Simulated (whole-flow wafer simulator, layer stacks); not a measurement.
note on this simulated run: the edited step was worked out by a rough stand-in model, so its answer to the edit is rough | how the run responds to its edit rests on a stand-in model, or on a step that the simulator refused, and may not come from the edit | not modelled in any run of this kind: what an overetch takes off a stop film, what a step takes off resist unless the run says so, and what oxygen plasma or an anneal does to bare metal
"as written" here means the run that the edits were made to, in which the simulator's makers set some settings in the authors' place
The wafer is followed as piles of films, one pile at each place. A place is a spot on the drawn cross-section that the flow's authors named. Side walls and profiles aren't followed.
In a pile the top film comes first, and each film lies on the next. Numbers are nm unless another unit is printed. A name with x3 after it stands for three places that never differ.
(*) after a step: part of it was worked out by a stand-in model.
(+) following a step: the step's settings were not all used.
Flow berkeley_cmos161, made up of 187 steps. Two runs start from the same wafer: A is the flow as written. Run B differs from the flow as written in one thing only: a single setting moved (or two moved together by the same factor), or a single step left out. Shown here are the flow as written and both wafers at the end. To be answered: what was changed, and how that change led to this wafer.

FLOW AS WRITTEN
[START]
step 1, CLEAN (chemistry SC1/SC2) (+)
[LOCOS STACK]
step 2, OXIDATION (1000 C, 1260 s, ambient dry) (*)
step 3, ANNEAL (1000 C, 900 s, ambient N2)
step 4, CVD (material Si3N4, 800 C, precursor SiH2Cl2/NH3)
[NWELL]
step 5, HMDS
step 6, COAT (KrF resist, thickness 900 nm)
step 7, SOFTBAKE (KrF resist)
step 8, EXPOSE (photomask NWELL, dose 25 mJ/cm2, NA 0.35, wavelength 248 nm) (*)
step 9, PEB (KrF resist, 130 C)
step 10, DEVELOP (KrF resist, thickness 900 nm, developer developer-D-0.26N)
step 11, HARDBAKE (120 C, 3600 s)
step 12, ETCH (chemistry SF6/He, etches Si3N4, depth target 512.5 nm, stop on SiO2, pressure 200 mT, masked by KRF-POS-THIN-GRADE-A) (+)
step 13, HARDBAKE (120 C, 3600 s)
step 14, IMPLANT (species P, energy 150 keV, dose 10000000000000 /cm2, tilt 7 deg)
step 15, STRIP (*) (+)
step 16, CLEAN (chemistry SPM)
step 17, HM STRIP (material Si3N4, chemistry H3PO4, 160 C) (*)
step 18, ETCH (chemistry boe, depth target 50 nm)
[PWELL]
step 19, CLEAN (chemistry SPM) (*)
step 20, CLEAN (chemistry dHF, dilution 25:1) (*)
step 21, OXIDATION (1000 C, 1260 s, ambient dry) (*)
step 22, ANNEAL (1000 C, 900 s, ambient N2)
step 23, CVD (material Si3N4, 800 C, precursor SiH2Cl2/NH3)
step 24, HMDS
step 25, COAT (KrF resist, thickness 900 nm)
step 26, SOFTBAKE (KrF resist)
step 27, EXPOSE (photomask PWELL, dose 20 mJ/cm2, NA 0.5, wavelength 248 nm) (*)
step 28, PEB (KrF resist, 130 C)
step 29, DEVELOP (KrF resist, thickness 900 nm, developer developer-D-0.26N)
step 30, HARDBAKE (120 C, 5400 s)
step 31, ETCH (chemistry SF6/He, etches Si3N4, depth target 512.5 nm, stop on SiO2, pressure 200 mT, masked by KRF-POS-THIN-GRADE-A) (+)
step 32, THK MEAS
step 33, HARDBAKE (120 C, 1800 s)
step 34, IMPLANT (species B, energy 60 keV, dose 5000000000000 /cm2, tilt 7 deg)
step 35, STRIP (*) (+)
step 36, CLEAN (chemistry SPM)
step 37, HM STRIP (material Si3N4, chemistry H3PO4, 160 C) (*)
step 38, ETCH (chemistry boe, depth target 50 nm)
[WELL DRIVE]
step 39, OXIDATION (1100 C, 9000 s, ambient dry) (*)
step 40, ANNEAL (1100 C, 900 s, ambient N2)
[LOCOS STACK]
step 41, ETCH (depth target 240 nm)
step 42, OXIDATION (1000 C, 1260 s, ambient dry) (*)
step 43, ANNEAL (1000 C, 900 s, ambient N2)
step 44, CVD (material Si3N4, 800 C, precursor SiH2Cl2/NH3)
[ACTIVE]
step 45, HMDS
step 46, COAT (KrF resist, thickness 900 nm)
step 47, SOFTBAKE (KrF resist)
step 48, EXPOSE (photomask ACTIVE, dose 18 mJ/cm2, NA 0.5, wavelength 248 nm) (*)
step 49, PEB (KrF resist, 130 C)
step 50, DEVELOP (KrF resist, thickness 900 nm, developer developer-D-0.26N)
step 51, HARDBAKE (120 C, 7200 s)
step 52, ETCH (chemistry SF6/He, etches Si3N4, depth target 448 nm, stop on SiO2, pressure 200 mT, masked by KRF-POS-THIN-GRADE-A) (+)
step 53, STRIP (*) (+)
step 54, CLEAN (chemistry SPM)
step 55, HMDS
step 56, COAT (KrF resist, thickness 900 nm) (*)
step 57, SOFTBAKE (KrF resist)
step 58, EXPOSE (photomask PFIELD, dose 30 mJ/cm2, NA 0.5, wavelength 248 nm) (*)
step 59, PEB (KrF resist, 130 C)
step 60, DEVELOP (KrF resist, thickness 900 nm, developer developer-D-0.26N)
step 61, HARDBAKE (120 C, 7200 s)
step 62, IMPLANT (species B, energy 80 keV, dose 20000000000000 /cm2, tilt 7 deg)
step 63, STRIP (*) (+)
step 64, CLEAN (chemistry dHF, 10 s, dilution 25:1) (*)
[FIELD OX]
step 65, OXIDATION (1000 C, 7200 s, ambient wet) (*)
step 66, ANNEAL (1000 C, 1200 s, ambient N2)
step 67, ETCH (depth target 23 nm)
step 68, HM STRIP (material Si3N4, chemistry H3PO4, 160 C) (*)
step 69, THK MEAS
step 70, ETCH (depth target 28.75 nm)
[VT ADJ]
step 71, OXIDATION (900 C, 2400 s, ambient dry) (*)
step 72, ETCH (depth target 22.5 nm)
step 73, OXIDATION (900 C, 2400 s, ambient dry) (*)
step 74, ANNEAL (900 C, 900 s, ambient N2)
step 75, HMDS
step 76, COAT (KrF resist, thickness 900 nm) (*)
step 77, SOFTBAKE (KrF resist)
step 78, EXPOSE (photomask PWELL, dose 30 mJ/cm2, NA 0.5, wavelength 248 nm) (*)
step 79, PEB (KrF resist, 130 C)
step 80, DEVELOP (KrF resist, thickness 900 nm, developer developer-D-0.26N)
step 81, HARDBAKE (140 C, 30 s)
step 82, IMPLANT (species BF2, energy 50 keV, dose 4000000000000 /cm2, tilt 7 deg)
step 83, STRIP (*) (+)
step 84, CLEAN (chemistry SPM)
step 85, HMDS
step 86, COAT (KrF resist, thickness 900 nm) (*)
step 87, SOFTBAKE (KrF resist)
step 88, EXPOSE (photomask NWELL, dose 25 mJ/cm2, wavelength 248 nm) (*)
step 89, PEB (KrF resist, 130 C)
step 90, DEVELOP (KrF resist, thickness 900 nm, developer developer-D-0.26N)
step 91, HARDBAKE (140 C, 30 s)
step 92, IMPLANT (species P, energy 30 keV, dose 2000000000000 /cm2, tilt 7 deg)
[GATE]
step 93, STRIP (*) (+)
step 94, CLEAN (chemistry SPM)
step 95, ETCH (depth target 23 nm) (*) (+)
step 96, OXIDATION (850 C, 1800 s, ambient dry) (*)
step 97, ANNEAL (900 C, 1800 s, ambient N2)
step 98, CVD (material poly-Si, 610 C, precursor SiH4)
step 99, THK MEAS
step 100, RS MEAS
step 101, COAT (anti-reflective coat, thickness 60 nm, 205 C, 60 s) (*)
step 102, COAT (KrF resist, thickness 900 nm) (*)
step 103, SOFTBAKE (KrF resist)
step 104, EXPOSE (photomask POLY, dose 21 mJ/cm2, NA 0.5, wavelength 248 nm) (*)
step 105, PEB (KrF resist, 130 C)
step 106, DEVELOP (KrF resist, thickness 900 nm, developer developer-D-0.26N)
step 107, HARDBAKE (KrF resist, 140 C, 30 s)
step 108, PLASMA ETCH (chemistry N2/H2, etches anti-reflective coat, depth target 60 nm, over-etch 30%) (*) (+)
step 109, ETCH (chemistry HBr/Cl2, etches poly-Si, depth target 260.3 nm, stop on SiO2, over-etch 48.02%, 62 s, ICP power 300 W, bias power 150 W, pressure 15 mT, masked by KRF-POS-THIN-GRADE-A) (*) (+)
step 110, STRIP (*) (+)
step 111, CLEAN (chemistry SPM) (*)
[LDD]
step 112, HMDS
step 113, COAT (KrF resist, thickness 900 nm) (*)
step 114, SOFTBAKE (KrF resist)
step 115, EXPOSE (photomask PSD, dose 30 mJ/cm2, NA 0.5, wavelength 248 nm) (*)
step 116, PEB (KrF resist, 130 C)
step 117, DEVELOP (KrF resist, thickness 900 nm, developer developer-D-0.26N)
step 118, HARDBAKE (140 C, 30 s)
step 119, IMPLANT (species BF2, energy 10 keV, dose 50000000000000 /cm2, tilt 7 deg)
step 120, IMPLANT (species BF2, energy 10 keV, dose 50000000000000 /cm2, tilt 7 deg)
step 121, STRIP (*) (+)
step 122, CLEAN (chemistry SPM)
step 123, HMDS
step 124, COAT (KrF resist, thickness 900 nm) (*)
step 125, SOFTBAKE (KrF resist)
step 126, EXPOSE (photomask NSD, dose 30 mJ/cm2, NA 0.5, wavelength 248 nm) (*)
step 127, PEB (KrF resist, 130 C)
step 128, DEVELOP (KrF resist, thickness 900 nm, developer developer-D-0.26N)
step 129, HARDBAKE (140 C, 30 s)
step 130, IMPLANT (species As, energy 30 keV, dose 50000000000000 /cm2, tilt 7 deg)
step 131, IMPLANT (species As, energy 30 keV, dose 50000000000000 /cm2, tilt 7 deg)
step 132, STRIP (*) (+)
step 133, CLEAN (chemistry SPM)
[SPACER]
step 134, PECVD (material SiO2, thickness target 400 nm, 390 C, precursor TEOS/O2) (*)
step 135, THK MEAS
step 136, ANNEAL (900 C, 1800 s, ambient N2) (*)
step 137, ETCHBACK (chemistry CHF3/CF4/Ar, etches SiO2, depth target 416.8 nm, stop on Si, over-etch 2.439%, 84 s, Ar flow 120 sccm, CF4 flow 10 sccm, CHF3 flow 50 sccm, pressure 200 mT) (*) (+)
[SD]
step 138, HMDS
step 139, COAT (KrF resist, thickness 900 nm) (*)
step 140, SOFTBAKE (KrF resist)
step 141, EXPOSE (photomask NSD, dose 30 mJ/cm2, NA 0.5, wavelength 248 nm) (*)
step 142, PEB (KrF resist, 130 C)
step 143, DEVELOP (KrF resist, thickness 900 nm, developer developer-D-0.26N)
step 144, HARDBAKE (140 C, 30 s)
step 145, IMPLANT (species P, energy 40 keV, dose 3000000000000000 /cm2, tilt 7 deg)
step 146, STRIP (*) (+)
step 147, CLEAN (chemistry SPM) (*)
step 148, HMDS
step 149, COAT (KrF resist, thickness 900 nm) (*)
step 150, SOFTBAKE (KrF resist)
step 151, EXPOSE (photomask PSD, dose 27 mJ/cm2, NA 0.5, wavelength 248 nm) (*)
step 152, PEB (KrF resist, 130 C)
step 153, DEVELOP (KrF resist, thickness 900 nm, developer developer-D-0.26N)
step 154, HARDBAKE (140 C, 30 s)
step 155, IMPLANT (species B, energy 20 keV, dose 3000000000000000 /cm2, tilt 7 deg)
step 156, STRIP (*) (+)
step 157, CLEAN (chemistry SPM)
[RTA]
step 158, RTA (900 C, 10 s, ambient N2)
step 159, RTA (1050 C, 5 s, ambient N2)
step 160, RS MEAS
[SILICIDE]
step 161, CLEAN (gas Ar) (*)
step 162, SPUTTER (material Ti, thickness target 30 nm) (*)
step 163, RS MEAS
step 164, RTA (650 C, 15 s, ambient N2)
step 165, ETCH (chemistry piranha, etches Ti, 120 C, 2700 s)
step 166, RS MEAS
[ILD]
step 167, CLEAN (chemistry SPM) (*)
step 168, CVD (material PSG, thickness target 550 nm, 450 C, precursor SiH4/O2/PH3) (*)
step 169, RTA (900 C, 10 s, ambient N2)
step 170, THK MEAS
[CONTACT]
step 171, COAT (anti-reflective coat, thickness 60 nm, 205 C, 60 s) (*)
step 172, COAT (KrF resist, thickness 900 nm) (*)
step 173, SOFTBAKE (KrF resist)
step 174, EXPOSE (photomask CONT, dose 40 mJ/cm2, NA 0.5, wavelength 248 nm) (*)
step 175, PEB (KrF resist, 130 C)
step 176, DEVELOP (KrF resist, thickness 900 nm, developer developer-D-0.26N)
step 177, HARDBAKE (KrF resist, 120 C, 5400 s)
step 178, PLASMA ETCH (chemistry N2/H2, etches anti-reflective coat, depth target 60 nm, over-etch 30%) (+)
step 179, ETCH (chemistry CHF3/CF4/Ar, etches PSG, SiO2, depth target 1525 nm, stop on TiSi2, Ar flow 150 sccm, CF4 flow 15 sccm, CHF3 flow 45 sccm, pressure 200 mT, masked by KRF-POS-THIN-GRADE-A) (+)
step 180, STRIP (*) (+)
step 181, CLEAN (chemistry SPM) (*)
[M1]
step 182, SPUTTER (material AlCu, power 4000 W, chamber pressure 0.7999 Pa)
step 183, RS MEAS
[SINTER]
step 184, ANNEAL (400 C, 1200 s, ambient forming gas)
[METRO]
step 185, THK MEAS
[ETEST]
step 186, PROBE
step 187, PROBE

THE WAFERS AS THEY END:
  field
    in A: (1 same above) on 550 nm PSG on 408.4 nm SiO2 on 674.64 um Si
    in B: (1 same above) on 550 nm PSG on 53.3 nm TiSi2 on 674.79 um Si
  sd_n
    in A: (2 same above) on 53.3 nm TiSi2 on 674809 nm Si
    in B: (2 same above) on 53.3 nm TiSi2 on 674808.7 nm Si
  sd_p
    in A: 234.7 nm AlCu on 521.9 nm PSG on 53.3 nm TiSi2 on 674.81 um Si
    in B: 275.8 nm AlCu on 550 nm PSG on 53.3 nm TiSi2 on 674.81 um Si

What caused this: step 65, OXIDATION: 800 C was run, whereas the flow has 1000 C.

Step by step, how the change led to this:
  step 65, OXIDATION (1000 C, 7200 s, ambient wet) (*)
      spacer_n, gate_n, spacer_p, gate_p, contact, m1: A SiO2 gains 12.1 (new film), Si3N4 loses 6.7 | B SiO2 gains 0.3 (new film), Si3N4 loses 0.17
      sd_n, sd_p: A SiO2 gains 12.1 (new film), Si3N4 loses 6.7, SiO2 gains 0.25, Si loses 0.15 | B SiO2 gains 0.3 (new film), Si3N4 loses 0.17, SiO2 gains 1.1, Si loses 0.48
      (and at 1 other place as well)
  step 67, ETCH (depth target 23 nm)
      sd_n, spacer_n, gate_n, sd_p, spacer_p, gate_p, contact, m1: A SiO2 loses 12.1 (all of it) | B SiO2 loses 0.3 (all of it)
  step 68, HM STRIP (material Si3N4, chemistry H3PO4, 160 C) (*)
      sd_n, spacer_n, gate_n, sd_p, spacer_p, gate_p, contact, m1: A Si3N4 loses 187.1 (all of it), SiO2 loses 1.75 | B Si3N4 loses 193.7 (all of it), SiO2 loses 1.82
  step 70, ETCH (depth target 28.75 nm)
      sd_n, sd_p: A SiO2 loses 25 (all of it) | B SiO2 loses 25.8 (all of it)
  step 71, OXIDATION (900 C, 2400 s, ambient dry) (*)
      field: A SiO2 gains 1.56, Si loses 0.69 | B SiO2 gains 11.8, Si loses 5.2
  step 72, ETCH (depth target 22.5 nm)
      field: A SiO2 loses 22.5 | B SiO2 loses 15.9 (all of it)
  step 73, OXIDATION (900 C, 2400 s, ambient dry) (*)
      field: A SiO2 gains 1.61, Si loses 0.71 | B SiO2 gains 14.9 (new film), Si loses 6.57
  step 76, COAT (KrF resist, thickness 900 nm) (*)
      field: A KrF resist gains 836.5 (new film) | B KrF resist gains 905.3 (new film)
      sd_n: A KrF resist gains 1024.5 (new film) | B KrF resist gains 890.3 (new film)
      (and at 7 other places as well)
  step 80, DEVELOP (KrF resist, thickness 900 nm, developer developer-D-0.26N)
      field: A KrF resist loses 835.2 (all of it) | B KrF resist loses 903.8 (all of it)
      sd_n: A KrF resist loses 1022.8 (all of it) | B KrF resist loses 888.9 (all of it)
      (and at 3 other places as well)
  step 81, HARDBAKE (140 C, 30 s)
      sd_p: A KrF resist loses 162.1 | B KrF resist loses 144.3
      spacer_p: A KrF resist loses 158.7 | B KrF resist loses 144.4
      (and at 2 other places as well)
  step 83, STRIP (*) (+)
      sd_p: A KrF resist loses 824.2 (all of it) | B KrF resist loses 732 (all of it)
      spacer_p: A KrF resist loses 806.6 (all of it) | B KrF resist loses 732.8 (all of it)
      (and at 2 other places as well)
  step 86, COAT (KrF resist, thickness 900 nm) (*)
      field: A KrF resist gains 836.5 (new film) | B KrF resist gains 905.3 (new film)
      sd_n: A KrF resist gains 1024.5 (new film) | B KrF resist gains 890.3 (new film)
      (and at 7 other places as well)
  step 90, DEVELOP (KrF resist, thickness 900 nm, developer developer-D-0.26N)
      sd_p: A KrF resist loses 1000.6 (all of it) | B KrF resist loses 890.4 (all of it)
      spacer_p: A KrF resist loses 979.5 (all of it) | B KrF resist loses 891.5 (all of it)
      (and at 1 other place as well)
  step 91, HARDBAKE (140 C, 30 s)
      spacer_n, gate_n: A KrF resist loses 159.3 | B KrF resist loses 144.4
      field: A KrF resist loses 135.4 | B KrF resist loses 146.5
      (and at 3 other places as well)
  step 93, STRIP (*) (+)
      field: A KrF resist loses 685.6 (all of it) | B KrF resist loses 743.1 (all of it)
      sd_n: A KrF resist loses 842.9 (all of it) | B KrF resist loses 730.7 (all of it)
      (and at 4 other places as well)
  step 95, ETCH (depth target 23 nm) (*) (+)
      field: A SiO2 loses 23 | B SiO2 loses 14.9 (all of it)
  ... 35 other steps ...
  step 182, SPUTTER (material AlCu, power 4000 W, chamber pressure 0.7999 Pa)
      sd_p: A AlCu gains 234.7 (new film) | B AlCu gains 275.8 (new film)
